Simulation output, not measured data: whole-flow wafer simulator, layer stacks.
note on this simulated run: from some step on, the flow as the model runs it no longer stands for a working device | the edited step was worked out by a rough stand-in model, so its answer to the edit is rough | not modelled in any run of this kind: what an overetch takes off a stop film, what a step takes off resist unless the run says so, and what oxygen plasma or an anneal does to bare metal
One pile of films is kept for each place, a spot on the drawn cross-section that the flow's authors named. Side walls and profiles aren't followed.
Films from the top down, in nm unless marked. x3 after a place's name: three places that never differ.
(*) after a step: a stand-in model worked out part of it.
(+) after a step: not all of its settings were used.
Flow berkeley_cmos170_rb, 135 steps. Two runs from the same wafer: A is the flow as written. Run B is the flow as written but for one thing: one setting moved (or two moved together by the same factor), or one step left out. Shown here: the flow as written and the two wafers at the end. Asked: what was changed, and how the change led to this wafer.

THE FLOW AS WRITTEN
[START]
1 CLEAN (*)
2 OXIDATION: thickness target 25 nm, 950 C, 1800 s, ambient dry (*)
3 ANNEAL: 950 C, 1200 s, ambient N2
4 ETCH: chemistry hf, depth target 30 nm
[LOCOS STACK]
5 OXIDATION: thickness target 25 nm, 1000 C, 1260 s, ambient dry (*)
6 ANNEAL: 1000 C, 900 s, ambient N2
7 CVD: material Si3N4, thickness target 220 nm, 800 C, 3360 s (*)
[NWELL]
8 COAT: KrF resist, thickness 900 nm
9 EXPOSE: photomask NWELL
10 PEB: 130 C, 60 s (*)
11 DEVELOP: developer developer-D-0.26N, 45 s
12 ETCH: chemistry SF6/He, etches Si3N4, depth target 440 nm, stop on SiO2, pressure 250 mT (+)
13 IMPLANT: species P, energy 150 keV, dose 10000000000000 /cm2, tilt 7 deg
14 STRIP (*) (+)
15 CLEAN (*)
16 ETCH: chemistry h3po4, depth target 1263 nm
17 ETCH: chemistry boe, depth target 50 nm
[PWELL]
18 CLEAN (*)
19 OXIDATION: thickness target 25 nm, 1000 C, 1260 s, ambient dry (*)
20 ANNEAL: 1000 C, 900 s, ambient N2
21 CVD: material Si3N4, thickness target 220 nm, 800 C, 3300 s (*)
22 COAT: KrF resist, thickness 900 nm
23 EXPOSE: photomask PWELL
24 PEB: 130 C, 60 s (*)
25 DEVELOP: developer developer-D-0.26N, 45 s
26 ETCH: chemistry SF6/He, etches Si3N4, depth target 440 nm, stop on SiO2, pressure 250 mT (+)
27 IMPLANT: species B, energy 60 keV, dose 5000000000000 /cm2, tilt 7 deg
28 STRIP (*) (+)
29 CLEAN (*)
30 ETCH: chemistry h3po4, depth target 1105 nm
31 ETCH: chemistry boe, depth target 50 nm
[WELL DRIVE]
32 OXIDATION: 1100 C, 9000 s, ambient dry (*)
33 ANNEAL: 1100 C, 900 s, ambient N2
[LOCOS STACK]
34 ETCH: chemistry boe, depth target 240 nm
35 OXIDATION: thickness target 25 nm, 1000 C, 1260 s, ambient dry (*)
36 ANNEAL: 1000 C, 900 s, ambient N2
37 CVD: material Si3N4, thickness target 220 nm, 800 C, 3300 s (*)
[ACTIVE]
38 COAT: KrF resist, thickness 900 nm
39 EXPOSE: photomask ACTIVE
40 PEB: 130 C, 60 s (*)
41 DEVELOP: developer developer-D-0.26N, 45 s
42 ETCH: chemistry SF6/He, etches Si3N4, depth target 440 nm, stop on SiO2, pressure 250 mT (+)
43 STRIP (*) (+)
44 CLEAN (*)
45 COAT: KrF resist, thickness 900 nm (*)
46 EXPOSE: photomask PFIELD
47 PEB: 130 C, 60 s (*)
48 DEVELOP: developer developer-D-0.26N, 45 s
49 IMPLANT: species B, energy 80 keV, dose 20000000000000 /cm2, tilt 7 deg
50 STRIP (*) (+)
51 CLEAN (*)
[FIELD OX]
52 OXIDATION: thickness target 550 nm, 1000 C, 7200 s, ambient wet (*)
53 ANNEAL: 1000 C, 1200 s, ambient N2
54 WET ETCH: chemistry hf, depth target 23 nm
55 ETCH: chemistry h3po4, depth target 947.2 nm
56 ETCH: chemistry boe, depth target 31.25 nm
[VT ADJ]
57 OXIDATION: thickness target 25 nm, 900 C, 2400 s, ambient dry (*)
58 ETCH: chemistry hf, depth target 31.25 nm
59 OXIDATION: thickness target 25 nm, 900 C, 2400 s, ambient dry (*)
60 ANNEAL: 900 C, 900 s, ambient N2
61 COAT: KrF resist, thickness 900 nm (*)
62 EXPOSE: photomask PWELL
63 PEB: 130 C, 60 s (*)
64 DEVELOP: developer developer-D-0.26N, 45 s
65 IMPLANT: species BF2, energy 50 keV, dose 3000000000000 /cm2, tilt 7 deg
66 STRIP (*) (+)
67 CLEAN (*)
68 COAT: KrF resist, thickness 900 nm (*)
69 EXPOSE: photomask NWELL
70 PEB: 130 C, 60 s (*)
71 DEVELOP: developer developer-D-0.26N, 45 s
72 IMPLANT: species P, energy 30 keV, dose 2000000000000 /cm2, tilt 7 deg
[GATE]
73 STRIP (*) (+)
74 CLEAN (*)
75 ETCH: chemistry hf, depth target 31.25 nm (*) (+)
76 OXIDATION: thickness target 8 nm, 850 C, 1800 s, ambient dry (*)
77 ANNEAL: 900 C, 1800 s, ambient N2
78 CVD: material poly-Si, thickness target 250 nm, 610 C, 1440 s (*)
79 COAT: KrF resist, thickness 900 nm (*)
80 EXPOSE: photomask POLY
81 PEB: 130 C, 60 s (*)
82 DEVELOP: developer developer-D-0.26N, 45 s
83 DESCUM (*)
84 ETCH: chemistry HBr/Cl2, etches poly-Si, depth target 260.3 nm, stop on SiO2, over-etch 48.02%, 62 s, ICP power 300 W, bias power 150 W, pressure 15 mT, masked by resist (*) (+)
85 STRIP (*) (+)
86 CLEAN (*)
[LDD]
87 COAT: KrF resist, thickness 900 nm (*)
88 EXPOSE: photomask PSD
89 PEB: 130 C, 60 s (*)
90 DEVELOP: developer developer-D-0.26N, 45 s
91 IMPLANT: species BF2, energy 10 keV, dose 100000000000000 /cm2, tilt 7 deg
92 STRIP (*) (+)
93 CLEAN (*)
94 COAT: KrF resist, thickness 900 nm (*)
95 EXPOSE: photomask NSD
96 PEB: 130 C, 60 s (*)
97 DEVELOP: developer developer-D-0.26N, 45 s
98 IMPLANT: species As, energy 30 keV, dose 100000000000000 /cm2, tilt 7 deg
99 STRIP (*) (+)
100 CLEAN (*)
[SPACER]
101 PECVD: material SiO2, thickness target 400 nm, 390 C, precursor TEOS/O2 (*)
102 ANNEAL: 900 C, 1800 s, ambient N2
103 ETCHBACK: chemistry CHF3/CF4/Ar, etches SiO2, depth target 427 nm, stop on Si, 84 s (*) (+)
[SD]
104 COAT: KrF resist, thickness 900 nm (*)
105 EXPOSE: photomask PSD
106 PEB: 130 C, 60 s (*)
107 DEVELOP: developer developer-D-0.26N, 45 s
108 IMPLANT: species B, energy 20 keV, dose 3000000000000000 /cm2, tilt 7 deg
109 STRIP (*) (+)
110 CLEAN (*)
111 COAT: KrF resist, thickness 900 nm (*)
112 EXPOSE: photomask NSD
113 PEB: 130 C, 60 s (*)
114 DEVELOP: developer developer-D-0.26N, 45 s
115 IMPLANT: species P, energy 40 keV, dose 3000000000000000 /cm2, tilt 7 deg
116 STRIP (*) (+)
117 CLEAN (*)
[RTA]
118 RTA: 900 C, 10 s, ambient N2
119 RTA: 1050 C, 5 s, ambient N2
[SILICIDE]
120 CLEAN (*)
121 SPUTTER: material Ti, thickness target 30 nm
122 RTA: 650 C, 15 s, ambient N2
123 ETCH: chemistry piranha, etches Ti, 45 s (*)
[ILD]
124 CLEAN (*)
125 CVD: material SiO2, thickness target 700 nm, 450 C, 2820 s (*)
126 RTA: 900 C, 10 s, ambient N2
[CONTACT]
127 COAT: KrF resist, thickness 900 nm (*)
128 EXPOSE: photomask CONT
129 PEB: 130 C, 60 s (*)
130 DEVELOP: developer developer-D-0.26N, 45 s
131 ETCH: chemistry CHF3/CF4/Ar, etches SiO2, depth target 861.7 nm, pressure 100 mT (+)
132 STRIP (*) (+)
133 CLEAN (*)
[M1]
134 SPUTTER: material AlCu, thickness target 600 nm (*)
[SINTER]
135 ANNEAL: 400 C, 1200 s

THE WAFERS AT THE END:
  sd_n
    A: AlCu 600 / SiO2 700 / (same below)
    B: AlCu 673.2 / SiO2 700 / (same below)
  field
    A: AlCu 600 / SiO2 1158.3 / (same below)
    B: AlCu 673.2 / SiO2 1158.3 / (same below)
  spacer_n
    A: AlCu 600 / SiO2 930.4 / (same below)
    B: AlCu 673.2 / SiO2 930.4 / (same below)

The cause: step 134, SPUTTER: thickness target 673.2 nm was run, where the flow has thickness target 600 nm.
It can be read off the wafer: sd_n has AlCu 673.2, and step 134 as written asks for 600 nm.

How the change led to this, step by step:
  134 SPUTTER: material AlCu, thickness target 600 nm (*)
      field, sd_n, spacer_n, gate, spacer_p, gate_p, m1: A AlCu +600 (new film) | B AlCu +673.2 (new film)
      sd_p: A AlCu +545.9 (new film) | B AlCu +616.1 (new film)
      (and at 1 more place)
